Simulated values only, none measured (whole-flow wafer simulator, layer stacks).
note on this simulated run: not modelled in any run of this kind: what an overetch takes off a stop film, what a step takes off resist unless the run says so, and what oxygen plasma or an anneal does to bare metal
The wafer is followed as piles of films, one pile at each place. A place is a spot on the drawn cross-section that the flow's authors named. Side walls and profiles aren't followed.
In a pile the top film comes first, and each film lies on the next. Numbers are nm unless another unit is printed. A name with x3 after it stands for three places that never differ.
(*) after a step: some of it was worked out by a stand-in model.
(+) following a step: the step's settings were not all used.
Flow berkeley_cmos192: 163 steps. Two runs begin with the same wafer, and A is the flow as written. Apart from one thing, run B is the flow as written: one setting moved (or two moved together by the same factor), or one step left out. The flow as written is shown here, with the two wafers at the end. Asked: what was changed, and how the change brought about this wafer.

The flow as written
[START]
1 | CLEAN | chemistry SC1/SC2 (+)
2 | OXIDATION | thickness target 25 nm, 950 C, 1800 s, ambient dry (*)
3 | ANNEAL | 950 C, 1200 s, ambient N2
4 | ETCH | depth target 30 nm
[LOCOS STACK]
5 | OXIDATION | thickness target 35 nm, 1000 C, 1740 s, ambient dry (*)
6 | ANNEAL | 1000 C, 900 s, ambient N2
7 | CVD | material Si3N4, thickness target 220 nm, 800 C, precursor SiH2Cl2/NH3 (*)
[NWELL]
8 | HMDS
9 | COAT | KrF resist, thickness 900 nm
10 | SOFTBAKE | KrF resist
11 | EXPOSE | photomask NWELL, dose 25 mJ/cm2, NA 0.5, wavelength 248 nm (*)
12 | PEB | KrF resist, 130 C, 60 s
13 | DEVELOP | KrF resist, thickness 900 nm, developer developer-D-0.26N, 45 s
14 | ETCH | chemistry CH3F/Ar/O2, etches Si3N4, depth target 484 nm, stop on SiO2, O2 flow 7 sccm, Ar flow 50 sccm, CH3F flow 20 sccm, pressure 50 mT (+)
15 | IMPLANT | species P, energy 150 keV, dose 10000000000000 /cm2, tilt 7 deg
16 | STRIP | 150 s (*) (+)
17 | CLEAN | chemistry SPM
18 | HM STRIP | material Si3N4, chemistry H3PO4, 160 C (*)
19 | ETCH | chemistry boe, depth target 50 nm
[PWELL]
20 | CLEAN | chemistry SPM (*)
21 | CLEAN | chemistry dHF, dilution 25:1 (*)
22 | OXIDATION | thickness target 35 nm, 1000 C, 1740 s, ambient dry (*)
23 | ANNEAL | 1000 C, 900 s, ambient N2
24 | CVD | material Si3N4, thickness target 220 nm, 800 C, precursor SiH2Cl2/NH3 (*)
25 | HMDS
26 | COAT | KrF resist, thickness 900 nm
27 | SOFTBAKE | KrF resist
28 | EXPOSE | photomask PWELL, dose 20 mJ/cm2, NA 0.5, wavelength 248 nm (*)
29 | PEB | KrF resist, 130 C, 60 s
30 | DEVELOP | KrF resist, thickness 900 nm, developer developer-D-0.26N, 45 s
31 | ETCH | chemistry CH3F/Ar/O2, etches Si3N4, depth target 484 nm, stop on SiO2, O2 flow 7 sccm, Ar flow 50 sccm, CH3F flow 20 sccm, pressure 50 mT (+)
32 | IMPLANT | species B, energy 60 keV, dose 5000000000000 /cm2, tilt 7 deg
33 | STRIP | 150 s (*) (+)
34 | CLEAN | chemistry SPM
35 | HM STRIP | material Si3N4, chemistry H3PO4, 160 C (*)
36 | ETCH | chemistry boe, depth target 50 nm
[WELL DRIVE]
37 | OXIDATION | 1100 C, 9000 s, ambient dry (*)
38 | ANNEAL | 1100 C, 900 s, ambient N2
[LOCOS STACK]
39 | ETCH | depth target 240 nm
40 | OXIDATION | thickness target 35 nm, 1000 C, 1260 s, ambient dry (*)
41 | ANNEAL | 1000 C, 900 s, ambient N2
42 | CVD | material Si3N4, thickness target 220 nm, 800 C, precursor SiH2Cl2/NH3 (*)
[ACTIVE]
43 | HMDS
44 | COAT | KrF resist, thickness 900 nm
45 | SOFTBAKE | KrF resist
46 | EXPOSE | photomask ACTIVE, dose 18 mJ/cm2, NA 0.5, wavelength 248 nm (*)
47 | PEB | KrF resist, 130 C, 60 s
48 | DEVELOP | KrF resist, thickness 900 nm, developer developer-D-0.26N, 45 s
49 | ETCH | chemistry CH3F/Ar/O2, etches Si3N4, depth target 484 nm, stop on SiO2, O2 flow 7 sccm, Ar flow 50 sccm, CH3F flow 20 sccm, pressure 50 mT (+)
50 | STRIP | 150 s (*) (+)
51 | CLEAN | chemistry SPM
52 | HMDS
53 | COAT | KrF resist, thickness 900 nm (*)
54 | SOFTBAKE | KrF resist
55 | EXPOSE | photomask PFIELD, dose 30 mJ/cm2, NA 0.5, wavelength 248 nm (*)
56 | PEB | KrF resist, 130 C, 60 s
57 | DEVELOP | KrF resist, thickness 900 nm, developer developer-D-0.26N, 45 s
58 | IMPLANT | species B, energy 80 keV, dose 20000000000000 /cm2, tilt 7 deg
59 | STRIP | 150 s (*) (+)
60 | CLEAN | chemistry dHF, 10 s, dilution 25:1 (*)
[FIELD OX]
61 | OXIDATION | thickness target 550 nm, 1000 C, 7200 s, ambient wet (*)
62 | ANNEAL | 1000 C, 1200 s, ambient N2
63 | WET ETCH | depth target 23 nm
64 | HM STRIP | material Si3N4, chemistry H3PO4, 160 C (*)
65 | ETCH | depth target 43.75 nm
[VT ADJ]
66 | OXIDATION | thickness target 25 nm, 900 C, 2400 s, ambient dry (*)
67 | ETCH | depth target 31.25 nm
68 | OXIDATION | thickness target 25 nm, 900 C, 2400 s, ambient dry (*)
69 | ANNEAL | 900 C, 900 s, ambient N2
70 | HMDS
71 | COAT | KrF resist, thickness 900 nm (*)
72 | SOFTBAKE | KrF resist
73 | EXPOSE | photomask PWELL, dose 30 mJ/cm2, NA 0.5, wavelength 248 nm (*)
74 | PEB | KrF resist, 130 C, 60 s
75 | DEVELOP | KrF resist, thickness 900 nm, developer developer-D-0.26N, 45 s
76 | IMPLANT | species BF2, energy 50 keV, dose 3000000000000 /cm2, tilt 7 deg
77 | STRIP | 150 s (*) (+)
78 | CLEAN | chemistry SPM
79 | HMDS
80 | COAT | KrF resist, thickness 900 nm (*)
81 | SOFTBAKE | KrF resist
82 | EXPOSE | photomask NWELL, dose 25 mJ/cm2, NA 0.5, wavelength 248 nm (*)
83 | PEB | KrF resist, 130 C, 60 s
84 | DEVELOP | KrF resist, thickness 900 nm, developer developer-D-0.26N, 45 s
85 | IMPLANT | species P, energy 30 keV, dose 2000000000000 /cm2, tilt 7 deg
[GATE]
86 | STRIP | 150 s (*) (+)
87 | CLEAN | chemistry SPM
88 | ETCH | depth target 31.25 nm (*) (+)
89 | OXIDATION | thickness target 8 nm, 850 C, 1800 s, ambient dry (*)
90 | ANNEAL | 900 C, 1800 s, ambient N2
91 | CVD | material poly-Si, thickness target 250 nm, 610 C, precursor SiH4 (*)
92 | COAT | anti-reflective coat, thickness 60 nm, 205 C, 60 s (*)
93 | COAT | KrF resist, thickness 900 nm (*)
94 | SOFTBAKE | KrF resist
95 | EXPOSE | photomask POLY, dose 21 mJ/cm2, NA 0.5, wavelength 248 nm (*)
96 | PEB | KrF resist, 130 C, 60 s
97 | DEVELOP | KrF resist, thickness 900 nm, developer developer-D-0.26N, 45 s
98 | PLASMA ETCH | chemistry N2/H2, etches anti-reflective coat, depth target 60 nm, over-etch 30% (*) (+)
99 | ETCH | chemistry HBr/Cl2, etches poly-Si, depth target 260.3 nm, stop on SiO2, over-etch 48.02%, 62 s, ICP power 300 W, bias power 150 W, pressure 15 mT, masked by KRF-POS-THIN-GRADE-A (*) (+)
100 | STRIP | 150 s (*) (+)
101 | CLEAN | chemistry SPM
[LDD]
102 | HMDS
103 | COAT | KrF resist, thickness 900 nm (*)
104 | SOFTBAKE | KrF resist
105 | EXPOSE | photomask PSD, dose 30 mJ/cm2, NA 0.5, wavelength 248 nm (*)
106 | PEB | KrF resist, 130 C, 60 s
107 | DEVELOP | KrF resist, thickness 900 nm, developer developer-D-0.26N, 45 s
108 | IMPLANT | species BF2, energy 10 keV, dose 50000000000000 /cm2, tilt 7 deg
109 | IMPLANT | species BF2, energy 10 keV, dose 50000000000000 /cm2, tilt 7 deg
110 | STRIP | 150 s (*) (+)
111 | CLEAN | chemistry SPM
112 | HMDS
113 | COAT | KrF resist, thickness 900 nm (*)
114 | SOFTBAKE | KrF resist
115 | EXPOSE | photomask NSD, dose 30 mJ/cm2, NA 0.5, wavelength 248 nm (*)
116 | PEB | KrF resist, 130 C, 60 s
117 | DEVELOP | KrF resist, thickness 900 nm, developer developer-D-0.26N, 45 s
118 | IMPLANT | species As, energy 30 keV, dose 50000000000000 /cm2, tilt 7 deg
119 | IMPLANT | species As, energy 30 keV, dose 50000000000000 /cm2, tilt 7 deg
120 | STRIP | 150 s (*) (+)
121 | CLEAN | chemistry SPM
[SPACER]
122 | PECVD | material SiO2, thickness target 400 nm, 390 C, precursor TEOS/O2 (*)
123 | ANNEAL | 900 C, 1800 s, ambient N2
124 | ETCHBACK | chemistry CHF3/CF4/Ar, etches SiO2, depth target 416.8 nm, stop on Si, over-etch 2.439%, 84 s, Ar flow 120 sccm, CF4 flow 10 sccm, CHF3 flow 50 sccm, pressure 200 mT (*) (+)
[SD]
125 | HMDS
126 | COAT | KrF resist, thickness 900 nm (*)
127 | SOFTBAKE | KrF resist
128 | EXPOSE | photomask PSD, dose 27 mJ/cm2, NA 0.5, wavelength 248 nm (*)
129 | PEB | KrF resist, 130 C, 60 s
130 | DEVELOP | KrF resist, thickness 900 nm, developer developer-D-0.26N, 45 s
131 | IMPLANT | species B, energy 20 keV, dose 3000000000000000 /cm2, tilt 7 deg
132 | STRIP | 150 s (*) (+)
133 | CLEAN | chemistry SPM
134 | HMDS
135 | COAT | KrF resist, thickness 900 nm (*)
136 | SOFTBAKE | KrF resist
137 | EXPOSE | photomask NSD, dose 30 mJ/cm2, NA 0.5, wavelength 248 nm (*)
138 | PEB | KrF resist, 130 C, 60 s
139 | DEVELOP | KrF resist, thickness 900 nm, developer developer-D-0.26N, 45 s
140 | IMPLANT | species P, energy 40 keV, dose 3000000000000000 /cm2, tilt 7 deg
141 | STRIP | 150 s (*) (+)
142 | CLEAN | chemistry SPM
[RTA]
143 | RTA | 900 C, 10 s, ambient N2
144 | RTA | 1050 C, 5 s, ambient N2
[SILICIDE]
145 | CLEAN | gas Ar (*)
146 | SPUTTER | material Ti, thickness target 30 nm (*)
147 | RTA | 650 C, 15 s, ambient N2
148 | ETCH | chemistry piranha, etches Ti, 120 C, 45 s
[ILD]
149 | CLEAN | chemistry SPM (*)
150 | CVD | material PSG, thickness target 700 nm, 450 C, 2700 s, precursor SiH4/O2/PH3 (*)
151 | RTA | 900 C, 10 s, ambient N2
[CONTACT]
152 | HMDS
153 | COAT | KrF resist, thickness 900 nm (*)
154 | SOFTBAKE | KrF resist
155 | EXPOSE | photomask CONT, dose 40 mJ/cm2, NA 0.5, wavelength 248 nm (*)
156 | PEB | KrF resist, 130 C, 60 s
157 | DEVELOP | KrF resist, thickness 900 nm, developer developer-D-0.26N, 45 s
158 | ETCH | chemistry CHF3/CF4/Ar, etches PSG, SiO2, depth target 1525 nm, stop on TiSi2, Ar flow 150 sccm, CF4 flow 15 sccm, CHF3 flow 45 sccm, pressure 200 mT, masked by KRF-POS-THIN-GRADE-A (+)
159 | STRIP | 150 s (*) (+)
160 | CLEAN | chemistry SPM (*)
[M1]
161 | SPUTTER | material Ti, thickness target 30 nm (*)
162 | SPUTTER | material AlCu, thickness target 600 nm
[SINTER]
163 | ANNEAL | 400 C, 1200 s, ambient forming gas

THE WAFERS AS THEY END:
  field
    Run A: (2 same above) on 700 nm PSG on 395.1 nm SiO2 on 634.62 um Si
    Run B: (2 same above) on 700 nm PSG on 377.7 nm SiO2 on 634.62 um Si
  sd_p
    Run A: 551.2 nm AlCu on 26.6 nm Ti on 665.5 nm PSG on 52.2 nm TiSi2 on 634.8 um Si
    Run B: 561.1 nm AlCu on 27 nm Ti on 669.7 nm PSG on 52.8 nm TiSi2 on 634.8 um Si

The reason: step 65, ETCH: depth target 61.25 nm was run, whereas the flow has depth target 43.75 nm.

The path from the change to this, step by step:
  65 | ETCH | depth target 43.75 nm
      field: A SiO2 loses 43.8 | B SiO2 loses 61.2
  92 | COAT | anti-reflective coat, thickness 60 nm, 205 C, 60 s (*)
      sd_n: A anti-reflective coat gains 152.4 (new film) | B anti-reflective coat gains 140.9 (new film)
      spacer_n: A anti-reflective coat gains 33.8 (new film) | B anti-reflective coat gains 38.4 (new film)
      (as well as at 6 more places)
  98 | PLASMA ETCH | chemistry N2/H2, etches anti-reflective coat, depth target 60 nm, over-etch 30% (*) (+)
      sd_n: A anti-reflective coat loses 152.4 (all of it), poly-Si loses 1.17 | B anti-reflective coat loses 140.9 (all of it), poly-Si loses 1.08
      spacer_n: A anti-reflective coat loses 33.8 (all of it), poly-Si loses 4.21 | B anti-reflective coat loses 38.4 (all of it), poly-Si loses 3.71
      (as well as at 4 more places)
  100 | STRIP | 150 s (*) (+)
      gate: A chemical SiO2 gains 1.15 (new film), KrF resist loses 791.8 (all of it), anti-reflective coat loses 30 (all of it), poly-Si loses 0.51 | B chemical SiO2 gains 1.15 (new film), KrF resist loses 777.3 (all of it), anti-reflective coat loses 34.9 (all of it), poly-Si loses 0.51
      gate_p: A chemical SiO2 gains 1.15 (new film), KrF resist loses 765.1 (all of it), anti-reflective coat loses 31 (all of it), poly-Si loses 0.51 | B chemical SiO2 gains 1.15 (new film), KrF resist loses 755.1 (all of it), anti-reflective coat loses 34.8 (all of it), poly-Si loses 0.51
  147 | RTA | 650 C, 15 s, ambient N2
      sd_p: A Ti loses 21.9, TiSi first gains 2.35 (new film), TiSi2 C49 gains 52.1 (new film), Si loses 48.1 | B Ti loses 22.1, TiSi first gains 2.99 (new film), TiSi2 C49 gains 51.8 (new film), Si loses 48.2
  151 | RTA | 900 C, 10 s, ambient N2
      sd_p: A under 1 film: TiSi2 gains 52.2 (new film), TiSi first loses 2.25 (all of it), TiSi2 C49 loses 52.1 (all of it), Si loses 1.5 | B under 1 film: TiSi2 gains 52.8 (new film), TiSi first loses 2.89 (all of it), TiSi2 C49 loses 51.8 (all of it), Si loses 1.92
